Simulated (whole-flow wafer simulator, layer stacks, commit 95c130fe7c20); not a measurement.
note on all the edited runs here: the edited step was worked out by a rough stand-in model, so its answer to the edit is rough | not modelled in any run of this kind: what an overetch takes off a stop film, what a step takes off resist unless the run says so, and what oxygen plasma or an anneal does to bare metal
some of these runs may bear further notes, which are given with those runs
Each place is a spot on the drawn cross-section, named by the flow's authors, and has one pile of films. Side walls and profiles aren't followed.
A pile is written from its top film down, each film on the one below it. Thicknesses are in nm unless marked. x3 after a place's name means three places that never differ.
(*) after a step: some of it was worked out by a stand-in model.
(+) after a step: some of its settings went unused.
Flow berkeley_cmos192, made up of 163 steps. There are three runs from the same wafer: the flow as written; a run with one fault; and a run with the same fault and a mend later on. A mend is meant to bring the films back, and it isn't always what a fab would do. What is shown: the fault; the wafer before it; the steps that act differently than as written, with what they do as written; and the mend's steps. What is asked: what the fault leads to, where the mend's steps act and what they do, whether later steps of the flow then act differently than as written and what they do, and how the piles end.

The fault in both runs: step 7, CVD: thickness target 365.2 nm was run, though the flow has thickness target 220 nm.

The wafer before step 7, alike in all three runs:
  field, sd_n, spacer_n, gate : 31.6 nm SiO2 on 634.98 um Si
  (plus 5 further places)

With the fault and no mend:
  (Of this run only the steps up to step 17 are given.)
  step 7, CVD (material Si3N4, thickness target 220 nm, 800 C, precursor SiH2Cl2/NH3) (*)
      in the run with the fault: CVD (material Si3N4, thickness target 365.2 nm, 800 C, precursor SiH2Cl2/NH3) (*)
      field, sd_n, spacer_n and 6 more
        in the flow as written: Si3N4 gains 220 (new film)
        in the run with the fault: Si3N4 gains 365.2 (new film)
  Later steps of the flow acting differently than as written:
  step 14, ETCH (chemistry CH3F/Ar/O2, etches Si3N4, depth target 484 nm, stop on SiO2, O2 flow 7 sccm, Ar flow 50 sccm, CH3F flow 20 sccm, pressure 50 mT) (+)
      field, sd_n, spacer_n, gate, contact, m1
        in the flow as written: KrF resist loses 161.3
        in the run with the fault: KrF resist loses 258.1
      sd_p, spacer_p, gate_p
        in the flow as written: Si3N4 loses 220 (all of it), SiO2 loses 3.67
        in the run with the fault: Si3N4 loses 365.2 (all of it), SiO2 loses 3.67
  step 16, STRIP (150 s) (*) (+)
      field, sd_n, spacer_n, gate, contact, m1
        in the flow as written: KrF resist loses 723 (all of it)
        in the run with the fault: KrF resist loses 626.2 (all of it)
  Once step 17 is done, the piles at field, sd_n, spacer_n, gate, contact, m1 depart from the flow's by more than 2% or 0.5 nm, whichever is larger.
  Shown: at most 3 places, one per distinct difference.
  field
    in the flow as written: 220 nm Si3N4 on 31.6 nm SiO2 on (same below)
    in the run with the fault: 365.2 nm Si3N4 on 31.6 nm SiO2 on (same below)

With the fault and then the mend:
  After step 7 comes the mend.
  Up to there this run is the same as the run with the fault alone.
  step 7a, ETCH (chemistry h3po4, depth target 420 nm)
      field, sd_n, spacer_n and 6 more
        Si3N4 loses 365.2 (all of it)
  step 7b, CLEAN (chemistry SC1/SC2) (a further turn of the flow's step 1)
      alters no film at any place that is followed
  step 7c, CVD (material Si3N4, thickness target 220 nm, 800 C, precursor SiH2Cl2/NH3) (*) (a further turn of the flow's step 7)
      field, sd_n, spacer_n and 6 more
        Si3N4 gains 220 (new film)
  Every later step of the flow that is run acts as written at every place that is followed.
  The piles end the same as the flow's at every place that both follow.
